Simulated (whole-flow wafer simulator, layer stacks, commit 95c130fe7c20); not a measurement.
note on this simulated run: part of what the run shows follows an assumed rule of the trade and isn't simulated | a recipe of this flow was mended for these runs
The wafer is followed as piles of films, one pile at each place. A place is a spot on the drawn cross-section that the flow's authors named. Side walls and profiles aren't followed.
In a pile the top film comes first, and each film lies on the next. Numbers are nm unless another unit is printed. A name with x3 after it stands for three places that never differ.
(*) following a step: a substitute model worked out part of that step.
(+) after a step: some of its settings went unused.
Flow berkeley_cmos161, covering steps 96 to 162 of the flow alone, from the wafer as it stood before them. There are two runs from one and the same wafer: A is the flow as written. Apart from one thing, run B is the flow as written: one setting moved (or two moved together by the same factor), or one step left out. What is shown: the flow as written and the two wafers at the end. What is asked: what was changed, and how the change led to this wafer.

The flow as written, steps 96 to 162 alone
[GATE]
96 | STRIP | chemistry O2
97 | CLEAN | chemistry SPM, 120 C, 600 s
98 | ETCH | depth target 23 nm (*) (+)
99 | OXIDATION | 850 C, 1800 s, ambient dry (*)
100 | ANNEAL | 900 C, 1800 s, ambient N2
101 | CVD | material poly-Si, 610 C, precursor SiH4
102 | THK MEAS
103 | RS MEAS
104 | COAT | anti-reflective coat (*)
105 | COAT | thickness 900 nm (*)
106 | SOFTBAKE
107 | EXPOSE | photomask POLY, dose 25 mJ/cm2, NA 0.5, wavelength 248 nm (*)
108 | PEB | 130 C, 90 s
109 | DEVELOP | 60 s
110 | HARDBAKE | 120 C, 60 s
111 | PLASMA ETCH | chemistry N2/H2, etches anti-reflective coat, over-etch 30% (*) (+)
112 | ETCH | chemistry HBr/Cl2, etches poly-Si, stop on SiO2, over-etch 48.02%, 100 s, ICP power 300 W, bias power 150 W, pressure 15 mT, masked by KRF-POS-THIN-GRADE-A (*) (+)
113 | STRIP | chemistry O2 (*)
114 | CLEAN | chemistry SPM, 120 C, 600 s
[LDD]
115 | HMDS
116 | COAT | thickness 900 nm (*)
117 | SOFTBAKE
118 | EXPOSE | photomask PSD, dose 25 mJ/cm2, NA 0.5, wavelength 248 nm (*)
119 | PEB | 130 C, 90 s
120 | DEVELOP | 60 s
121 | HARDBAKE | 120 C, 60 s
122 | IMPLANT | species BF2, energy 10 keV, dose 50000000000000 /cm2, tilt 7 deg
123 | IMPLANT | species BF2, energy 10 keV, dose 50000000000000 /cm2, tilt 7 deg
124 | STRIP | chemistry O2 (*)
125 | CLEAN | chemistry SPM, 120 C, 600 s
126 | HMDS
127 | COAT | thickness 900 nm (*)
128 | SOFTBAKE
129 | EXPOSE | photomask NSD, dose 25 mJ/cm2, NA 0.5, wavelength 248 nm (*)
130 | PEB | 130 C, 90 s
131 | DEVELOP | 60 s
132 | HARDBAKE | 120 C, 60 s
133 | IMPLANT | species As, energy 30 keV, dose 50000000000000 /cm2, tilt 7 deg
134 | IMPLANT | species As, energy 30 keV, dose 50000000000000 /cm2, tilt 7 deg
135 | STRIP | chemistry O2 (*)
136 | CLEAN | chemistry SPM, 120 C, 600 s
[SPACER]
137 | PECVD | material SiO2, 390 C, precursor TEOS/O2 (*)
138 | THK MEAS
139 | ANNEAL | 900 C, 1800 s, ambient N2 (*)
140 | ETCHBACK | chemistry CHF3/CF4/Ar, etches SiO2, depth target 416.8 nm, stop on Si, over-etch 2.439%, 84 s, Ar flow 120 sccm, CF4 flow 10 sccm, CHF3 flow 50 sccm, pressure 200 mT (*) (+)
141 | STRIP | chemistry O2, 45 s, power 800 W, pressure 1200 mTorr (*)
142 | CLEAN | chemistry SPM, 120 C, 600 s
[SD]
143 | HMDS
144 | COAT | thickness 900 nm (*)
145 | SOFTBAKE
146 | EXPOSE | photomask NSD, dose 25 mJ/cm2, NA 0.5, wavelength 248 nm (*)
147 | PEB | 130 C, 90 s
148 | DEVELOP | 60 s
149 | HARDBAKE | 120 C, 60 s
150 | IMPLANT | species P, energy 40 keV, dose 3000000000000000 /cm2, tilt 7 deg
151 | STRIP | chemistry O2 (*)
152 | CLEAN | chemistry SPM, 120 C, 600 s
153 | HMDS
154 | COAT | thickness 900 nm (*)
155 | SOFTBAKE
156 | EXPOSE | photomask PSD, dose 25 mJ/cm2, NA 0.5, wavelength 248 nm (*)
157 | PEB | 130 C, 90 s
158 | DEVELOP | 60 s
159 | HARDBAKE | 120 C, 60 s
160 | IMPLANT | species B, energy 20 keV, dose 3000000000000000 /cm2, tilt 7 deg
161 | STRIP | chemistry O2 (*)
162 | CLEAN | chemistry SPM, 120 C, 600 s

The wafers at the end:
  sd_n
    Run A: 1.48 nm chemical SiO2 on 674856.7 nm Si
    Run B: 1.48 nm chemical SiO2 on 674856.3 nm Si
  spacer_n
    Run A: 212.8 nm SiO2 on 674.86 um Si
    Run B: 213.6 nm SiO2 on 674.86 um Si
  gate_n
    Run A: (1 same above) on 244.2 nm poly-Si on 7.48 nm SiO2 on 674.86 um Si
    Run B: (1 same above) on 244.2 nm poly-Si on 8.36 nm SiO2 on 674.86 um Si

Cause: step 99, OXIDATION: 2160 s was run, whereas the flow has 1800 s.

Step by step, how the change led to this:
  99 | OXIDATION | 850 C, 1800 s, ambient dry (*)
      sd_n, spacer_n, gate_n, sd_p, spacer_p, gate_p, contact, m1: A +7.48 SiO2 (new film), -3.29 Si | B +8.36 SiO2 (new film), -3.68 Si
